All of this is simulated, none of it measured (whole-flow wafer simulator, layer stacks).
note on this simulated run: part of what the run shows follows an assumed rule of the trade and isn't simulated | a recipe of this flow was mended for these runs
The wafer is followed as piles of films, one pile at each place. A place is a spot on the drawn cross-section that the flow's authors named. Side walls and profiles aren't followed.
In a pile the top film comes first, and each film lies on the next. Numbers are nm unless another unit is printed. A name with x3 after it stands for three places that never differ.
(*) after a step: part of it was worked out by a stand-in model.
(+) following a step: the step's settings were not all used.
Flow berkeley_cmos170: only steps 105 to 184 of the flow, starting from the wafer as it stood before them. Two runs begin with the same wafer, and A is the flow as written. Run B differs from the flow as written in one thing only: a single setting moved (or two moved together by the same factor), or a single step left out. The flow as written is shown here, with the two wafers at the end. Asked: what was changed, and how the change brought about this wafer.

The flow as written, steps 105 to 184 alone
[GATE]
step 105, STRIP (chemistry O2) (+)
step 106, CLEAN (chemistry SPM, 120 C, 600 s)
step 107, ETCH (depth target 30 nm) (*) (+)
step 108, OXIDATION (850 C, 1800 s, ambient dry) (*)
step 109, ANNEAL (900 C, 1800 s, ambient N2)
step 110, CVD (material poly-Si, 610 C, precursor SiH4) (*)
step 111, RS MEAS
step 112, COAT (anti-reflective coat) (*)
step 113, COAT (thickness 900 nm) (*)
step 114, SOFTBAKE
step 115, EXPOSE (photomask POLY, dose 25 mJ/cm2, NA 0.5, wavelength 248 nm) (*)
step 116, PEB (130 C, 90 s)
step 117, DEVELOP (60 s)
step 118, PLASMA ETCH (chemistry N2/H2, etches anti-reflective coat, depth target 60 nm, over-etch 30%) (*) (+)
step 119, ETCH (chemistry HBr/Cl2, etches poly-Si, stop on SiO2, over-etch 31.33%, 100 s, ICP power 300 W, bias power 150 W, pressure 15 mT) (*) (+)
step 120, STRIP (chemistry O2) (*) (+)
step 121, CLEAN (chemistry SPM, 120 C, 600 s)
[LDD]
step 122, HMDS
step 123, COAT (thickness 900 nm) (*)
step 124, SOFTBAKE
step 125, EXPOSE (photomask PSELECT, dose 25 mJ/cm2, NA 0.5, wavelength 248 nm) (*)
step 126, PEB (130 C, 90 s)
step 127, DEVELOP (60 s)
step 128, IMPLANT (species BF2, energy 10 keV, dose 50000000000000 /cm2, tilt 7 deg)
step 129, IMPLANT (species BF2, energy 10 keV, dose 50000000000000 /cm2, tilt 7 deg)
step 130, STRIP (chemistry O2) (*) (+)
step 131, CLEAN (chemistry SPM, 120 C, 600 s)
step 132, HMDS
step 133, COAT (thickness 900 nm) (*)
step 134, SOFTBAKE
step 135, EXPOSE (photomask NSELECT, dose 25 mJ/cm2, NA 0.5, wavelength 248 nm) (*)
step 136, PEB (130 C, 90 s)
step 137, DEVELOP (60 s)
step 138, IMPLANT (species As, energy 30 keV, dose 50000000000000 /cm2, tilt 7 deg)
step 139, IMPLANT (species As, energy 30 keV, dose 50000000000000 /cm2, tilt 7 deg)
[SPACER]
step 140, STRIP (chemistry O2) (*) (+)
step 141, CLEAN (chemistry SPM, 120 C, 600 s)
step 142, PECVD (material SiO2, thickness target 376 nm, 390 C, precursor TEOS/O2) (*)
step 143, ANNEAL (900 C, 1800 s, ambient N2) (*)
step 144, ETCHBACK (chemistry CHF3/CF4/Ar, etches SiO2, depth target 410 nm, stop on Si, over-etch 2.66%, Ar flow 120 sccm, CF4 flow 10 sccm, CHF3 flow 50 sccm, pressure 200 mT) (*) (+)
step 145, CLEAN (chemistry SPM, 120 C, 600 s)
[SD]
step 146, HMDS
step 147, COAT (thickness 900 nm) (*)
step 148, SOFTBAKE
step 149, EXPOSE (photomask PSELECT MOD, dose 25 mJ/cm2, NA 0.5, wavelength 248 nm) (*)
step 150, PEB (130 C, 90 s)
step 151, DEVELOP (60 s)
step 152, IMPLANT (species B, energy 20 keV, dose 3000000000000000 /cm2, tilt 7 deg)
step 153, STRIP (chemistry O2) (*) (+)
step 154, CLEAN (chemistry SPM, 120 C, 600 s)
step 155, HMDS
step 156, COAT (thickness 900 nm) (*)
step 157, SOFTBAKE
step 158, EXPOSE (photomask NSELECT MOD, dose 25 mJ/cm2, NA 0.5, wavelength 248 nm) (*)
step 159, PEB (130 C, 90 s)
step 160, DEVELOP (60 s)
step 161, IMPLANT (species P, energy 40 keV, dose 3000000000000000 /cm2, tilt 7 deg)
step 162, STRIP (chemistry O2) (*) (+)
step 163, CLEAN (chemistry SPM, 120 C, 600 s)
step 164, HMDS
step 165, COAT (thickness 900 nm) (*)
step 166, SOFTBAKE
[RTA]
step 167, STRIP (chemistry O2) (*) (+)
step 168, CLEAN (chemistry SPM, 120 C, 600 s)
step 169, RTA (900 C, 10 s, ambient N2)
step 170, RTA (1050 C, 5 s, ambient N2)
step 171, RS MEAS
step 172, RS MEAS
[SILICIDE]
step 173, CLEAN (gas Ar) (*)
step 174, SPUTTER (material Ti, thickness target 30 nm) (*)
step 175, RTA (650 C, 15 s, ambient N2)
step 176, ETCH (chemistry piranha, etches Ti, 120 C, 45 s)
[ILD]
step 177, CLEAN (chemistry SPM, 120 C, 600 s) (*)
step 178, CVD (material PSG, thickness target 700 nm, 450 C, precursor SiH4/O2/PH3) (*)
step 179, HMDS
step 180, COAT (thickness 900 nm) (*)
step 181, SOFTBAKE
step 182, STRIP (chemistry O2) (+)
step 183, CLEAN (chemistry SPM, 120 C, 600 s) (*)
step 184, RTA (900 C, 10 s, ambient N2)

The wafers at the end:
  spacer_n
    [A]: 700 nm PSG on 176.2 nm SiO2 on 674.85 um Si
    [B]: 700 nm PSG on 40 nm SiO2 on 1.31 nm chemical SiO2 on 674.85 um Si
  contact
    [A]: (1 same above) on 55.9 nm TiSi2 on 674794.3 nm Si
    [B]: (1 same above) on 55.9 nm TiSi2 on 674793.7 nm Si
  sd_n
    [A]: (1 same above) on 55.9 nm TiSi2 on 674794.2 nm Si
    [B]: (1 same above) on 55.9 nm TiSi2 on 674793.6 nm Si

What caused this: step 110, CVD: 565 C was run, though the flow has 610 C.

Step by step, how the change led to this:
  step 110, CVD (material poly-Si, 610 C, precursor SiH4) (*)
      field, mark, sd_n and 10 more: A +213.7 poly-Si (new film) | B +78.3 poly-Si (new film)
  step 112, COAT (anti-reflective coat) (*)
      field: A +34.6 anti-reflective coat (new film) | B +30.3 anti-reflective coat (new film)
      sd_n: A +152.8 anti-reflective coat (new film) | B +137 anti-reflective coat (new film)
      (as well as at 2 more places)
  step 118, PLASMA ETCH (chemistry N2/H2, etches anti-reflective coat, depth target 60 nm, over-etch 30%) (*) (+)
      field: A -34.6 anti-reflective coat (all of it), -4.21 poly-Si | B -30.3 anti-reflective coat (all of it), -3.79 poly-Si
      mark: A -60 anti-reflective coat (all of it), -3.55 poly-Si | B -60 anti-reflective coat (all of it), -3.03 poly-Si
      (as well as at 8 more places)
  step 119, ETCH (chemistry HBr/Cl2, etches poly-Si, stop on SiO2, over-etch 31.33%, 100 s, ICP power 300 W, bias power 150 W, pressure 15 mT) (*) (+)
      mark: A -210.1 poly-Si (all of it), -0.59 SiO2 | B -75.2 poly-Si (all of it), -7.48 SiO2 (all of it)
      sd_n: A -212.5 poly-Si (all of it), -0.58 SiO2 | B -77.2 poly-Si (all of it), -7.48 SiO2 (all of it)
      (as well as at 9 more places)
  step 120, STRIP (chemistry O2) (*) (+)
      mark, sd_n, spacer_n and 7 more: A nothing | B +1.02 chemical SiO2 (new film), -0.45 Si
      gate_n: A +0.78 chemical SiO2 (new film), -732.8 KrF-resist (all of it), -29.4 anti-reflective coat (all of it), -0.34 poly-Si | B +0.78 chemical SiO2 (new film), -723.7 KrF-resist (all of it), -31.3 anti-reflective coat (all of it), -0.34 poly-Si
  step 123, COAT (thickness 900 nm) (*)
      gate_n: A +781.9 KrF-resist (new film) | B +892.2 KrF-resist (new film)
      gate_p: A +776.8 KrF-resist (new film) | B +887.2 KrF-resist (new film)
  step 127, DEVELOP (60 s)
      gate_p: A -775.2 KrF-resist (all of it) | B -885.2 KrF-resist (all of it)
  step 130, STRIP (chemistry O2) (*) (+)
      gate_n: A -765.2 KrF-resist (all of it), +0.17 chemical SiO2 | B -875.3 KrF-resist (all of it), +0.17 chemical SiO2, -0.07 poly-Si
  step 133, COAT (thickness 900 nm) (*)
      gate_n: A +782.2 KrF-resist (new film) | B +892.3 KrF-resist (new film)
      gate_p: A +777.1 KrF-resist (new film) | B +887.3 KrF-resist (new film)
  step 137, DEVELOP (60 s)
      gate_n: A -780.5 KrF-resist (all of it) | B -890.3 KrF-resist (all of it)
  step 140, STRIP (chemistry O2) (*) (+)
      gate_p: A -760.5 KrF-resist (all of it), +0.07 chemical SiO2 | B -870.4 KrF-resist (all of it), +0.07 chemical SiO2
  step 142, PECVD (material SiO2, thickness target 376 nm, 390 C, precursor TEOS/O2) (*)
      mark, sd_n, spacer_n and 7 more: A +376 SiO2 | B +376 SiO2 (new film)
  step 144, ETCHBACK (chemistry CHF3/CF4/Ar, etches SiO2, depth target 410 nm, stop on Si, over-etch 2.66%, Ar flow 120 sccm, CF4 flow 10 sccm, CHF3 flow 50 sccm, pressure 200 mT) (*) (+)
      sd_n, sd_p, contact, m1, via1, m2, via2: A -366 SiO2 (all of it), -3.55 Si | B -359.1 SiO2 (all of it), -1.31 chemical SiO2 (all of it), -3.55 Si
      mark: A -366 SiO2 (all of it), -3.55 Si | B -359.1 SiO2 (all of it), -1.2 chemical SiO2 (all of it), -3.55 Si
      (as well as at 2 more places)
  step 147, COAT (thickness 900 nm) (*)
      spacer_n: A +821 KrF-resist (new film) | B +920 KrF-resist (new film)
      gate_n: A +788 KrF-resist (new film) | B +884.8 KrF-resist (new film)
      (as well as at 3 more places)
  step 151, DEVELOP (60 s)
      sd_p: A -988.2 KrF-resist (all of it) | B -967.5 KrF-resist (all of it)
      spacer_p: A -813.2 KrF-resist (all of it) | B -912.4 KrF-resist (all of it)
      (as well as at 1 more place)
  step 153, STRIP (chemistry O2) (*) (+)
      spacer_n: A -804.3 KrF-resist (all of it) | B -903 KrF-resist (all of it)
      gate_n: A -771.3 KrF-resist (all of it), +0.17 chemical SiO2, -0.07 poly-Si | B -867.9 KrF-resist (all of it), +0.17 chemical SiO2, -0.07 poly-Si
  ... 6 other steps ...
  step 182, STRIP (chemistry O2) (+)
      sd_n: A -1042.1 KrF-resist (all of it) | B -934.3 KrF-resist (all of it)
      spacer_n: A -873 KrF-resist (all of it) | B -898.2 KrF-resist (all of it)
      (as well as at 4 more places)
